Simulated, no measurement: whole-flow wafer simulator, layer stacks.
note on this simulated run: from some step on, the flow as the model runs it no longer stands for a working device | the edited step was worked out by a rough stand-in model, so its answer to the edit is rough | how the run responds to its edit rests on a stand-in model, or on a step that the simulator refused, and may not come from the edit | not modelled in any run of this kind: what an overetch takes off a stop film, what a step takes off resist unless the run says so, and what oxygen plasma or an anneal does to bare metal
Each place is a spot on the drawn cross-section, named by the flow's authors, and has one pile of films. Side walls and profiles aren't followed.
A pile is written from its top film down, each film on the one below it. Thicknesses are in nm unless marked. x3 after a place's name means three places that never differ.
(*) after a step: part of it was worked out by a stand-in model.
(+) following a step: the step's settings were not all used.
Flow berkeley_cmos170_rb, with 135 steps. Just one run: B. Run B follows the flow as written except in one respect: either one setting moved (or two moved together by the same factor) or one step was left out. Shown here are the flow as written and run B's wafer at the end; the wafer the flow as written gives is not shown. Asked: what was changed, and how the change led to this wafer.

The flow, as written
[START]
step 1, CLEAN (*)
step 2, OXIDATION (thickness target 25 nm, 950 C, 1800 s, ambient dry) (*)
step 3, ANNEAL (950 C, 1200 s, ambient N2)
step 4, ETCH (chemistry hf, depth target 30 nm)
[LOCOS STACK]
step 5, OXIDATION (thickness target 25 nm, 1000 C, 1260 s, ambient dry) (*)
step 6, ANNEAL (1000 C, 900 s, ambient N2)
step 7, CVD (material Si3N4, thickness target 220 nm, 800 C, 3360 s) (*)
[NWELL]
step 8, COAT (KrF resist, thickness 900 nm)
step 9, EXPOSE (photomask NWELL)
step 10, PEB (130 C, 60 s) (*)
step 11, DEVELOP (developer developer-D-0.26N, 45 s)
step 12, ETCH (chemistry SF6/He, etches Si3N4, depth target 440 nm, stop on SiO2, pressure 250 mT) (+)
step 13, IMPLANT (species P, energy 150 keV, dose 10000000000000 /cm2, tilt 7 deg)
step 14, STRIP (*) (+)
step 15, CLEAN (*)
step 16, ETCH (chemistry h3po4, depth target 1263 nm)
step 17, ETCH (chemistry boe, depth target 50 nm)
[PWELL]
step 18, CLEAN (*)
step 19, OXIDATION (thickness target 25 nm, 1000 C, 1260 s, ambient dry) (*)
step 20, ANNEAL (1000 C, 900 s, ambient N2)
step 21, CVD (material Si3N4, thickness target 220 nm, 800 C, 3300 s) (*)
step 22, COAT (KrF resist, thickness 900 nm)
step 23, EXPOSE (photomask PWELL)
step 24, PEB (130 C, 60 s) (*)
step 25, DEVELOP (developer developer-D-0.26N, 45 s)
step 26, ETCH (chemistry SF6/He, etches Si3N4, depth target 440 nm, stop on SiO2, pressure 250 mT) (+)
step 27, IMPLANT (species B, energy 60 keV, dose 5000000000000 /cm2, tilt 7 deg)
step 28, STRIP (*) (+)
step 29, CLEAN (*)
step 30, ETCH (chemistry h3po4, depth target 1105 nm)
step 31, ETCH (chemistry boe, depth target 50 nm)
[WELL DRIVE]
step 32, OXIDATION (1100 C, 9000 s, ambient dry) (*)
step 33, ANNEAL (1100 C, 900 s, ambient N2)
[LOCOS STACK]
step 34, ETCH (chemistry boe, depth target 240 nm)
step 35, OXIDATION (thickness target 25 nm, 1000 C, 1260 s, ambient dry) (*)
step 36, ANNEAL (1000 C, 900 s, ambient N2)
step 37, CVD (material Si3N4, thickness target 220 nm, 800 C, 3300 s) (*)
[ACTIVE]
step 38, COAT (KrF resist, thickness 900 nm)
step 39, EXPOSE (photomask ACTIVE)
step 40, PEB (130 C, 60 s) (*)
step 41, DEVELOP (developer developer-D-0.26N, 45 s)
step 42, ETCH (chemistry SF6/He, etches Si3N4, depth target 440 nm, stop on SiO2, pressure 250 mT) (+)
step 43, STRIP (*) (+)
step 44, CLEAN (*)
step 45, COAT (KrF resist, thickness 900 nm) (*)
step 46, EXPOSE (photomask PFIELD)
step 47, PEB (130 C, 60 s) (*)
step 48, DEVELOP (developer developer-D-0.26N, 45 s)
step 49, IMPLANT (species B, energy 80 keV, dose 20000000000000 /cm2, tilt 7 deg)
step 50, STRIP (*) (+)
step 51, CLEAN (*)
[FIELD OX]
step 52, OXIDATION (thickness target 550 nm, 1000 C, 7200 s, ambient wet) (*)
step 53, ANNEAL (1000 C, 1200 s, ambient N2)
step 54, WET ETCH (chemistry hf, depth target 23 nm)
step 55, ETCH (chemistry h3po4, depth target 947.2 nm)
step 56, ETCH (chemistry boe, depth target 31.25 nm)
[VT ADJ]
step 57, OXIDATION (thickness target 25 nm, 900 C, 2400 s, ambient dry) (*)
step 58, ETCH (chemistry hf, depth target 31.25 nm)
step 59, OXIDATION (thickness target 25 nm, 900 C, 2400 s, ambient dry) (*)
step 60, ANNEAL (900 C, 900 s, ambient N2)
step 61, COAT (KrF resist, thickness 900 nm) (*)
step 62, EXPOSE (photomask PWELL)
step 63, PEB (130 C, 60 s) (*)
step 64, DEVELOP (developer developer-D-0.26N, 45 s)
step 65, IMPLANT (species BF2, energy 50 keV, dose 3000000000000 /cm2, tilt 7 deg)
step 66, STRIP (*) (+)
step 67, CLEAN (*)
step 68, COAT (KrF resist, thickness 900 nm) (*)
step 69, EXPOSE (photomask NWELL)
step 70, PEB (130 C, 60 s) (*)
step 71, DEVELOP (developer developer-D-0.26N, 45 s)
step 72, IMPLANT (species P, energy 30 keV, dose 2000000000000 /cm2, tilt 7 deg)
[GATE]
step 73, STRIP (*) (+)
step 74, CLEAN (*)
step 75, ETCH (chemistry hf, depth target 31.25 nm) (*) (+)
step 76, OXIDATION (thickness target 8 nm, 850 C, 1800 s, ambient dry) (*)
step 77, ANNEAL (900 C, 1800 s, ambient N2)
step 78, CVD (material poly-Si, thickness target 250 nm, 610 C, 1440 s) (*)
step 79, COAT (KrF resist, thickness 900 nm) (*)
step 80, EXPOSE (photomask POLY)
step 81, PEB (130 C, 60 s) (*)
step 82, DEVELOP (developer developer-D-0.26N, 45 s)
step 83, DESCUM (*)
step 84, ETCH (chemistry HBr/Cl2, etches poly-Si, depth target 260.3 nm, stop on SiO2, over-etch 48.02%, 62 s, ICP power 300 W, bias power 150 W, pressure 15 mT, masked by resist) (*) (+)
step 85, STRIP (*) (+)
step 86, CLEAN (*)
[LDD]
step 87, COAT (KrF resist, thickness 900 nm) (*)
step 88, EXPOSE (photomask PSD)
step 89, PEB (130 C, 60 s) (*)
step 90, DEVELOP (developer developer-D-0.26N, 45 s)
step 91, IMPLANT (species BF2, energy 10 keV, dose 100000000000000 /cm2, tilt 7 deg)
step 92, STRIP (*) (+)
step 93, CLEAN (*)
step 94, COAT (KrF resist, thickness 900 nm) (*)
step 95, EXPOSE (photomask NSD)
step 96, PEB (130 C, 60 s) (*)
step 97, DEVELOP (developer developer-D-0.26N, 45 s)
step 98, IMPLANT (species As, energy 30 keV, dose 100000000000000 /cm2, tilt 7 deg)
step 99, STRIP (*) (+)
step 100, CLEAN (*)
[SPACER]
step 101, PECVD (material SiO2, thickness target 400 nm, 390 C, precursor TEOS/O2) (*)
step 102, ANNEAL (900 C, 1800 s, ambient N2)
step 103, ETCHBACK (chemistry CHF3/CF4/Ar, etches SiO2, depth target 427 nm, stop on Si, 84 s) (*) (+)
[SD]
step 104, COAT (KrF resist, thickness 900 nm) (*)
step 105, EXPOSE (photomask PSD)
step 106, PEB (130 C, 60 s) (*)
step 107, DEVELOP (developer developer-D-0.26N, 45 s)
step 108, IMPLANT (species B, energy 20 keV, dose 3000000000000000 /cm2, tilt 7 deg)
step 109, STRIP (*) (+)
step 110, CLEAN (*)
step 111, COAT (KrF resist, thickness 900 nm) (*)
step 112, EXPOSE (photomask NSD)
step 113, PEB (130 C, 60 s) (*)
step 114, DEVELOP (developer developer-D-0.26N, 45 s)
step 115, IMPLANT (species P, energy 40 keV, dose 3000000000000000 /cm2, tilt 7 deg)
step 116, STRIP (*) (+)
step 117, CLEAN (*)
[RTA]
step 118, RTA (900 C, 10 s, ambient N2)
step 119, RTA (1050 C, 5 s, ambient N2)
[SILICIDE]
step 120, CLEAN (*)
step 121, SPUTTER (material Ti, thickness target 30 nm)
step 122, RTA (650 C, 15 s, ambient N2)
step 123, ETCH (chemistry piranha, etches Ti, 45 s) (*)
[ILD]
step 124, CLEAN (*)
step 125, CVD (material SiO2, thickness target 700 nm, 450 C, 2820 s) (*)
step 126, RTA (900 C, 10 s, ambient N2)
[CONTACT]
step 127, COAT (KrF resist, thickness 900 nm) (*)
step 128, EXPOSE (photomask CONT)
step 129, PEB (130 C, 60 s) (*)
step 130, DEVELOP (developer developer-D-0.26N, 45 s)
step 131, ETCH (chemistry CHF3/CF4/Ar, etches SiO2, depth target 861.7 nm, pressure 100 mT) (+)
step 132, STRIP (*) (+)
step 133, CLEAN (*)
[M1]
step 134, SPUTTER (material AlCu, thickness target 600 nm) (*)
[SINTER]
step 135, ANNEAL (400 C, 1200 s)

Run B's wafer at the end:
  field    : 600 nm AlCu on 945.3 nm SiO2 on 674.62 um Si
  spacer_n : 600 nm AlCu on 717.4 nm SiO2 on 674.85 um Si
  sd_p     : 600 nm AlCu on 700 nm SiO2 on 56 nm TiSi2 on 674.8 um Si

The reason: step 103, ETCHBACK: depth target 640 nm was run, while the flow as written has depth target 427 nm.

Step by step, how the change led to this:
  step 103, ETCHBACK (chemistry CHF3/CF4/Ar, etches SiO2, depth target 427 nm, stop on Si, 84 s) (*) (+)
      spacer_n, spacer_p: SiO2 loses 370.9 (as written it would have been: SiO2 loses 157.9)
      field: SiO2 loses 640 (as written it would have been: SiO2 loses 427)
  step 104, COAT (KrF resist, thickness 900 nm) (*)
      field: KrF resist gains 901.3 (new film) (as written it would have been: KrF resist gains 769.1 (new film))
      sd_n: KrF resist gains 906.3 (new film) (as written it would have been: KrF resist gains 982.1 (new film))
      (as well as at 7 more places)
  step 107, DEVELOP (developer developer-D-0.26N, 45 s)
      sd_p: KrF resist loses 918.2 (all of it) (as written it would have been: KrF resist loses 990.7 (all of it))
      spacer_p: KrF resist loses 915.4 (all of it) (as written it would have been: KrF resist loses 767.7 (all of it))
      (as well as at 1 more place)
  step 109, STRIP (*) (+)
      field: KrF resist loses 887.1 (all of it) (as written it would have been: KrF resist loses 754.9 (all of it))
      sd_n: KrF resist loses 892.1 (all of it) (as written it would have been: KrF resist loses 967.9 (all of it))
      (as well as at 4 more places)
  step 111, COAT (KrF resist, thickness 900 nm) (*)
      field: KrF resist gains 901.3 (new film) (as written it would have been: KrF resist gains 769.1 (new film))
      sd_n: KrF resist gains 906.3 (new film) (as written it would have been: KrF resist gains 982.1 (new film))
      (as well as at 7 more places)
  step 114, DEVELOP (developer developer-D-0.26N, 45 s)
      sd_n: KrF resist loses 906.3 (all of it) (as written it would have been: KrF resist loses 982.1 (all of it))
      spacer_n: KrF resist loses 915.5 (all of it) (as written it would have been: KrF resist loses 766.3 (all of it))
      (as well as at 2 more places)
  step 116, STRIP (*) (+)
      field: KrF resist loses 887.1 (all of it) (as written it would have been: KrF resist loses 754.9 (all of it))
      sd_p: KrF resist loses 904 (all of it) (as written it would have been: KrF resist loses 976.5 (all of it))
      (as well as at 3 more places)
  step 121, SPUTTER (material Ti, thickness target 30 nm)
      sd_p: Ti gains 30 (new film) (as written it would have been: Ti gains 27.1 (new film))
  step 122, RTA (650 C, 15 s, ambient N2)
      sd_p: Ti loses 23.4, TiSi first gains 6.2 (new film), TiSi2 C49 gains 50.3 (new film), Si loses 49 (as written it would have been: Ti loses 21.1, TiSi first gains 0.61 (new film), TiSi2 C49 gains 52.9 (new film), Si loses 47.6)
  step 123, ETCH (chemistry piranha, etches Ti, 45 s) (*)
      sd_p: Ti loses 6.6 (all of it) (as written it would have been: Ti loses 5.96 (all of it))
  step 126, RTA (900 C, 10 s, ambient N2)
      sd_p: under 1 film: TiSi2 gains 56 (new film), TiSi first loses 6.2 (all of it), TiSi2 C49 loses 50.3 (all of it), Si loses 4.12 (as written it would have been: under 1 film: TiSi2 gains 50.7 (new film), TiSi first loses 0.61 (all of it), TiSi2 C49 loses 52.9 (all of it), Si loses 0.41)
  step 127, COAT (KrF resist, thickness 900 nm) (*)
      field: KrF resist gains 907 (new film) (as written it would have been: KrF resist gains 804.9 (new film))
      sd_n: KrF resist gains 907.9 (new film) (as written it would have been: KrF resist gains 1010 (new film))
      (as well as at 7 more places)
  step 130, DEVELOP (developer developer-D-0.26N, 45 s)
      contact: KrF resist loses 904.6 (all of it) (as written it would have been: KrF resist loses 979.7 (all of it))
  step 132, STRIP (*) (+)
      field: KrF resist loses 677.4 (all of it) (as written it would have been: KrF resist loses 575.3 (all of it))
      sd_n: KrF resist loses 678.3 (all of it) (as written it would have been: KrF resist loses 780.4 (all of it))
      (as well as at 6 more places)
  step 134, SPUTTER (material AlCu, thickness target 600 nm) (*)
      sd_p: AlCu gains 600 (new film) (as written it would have been: AlCu gains 545.9 (new film))
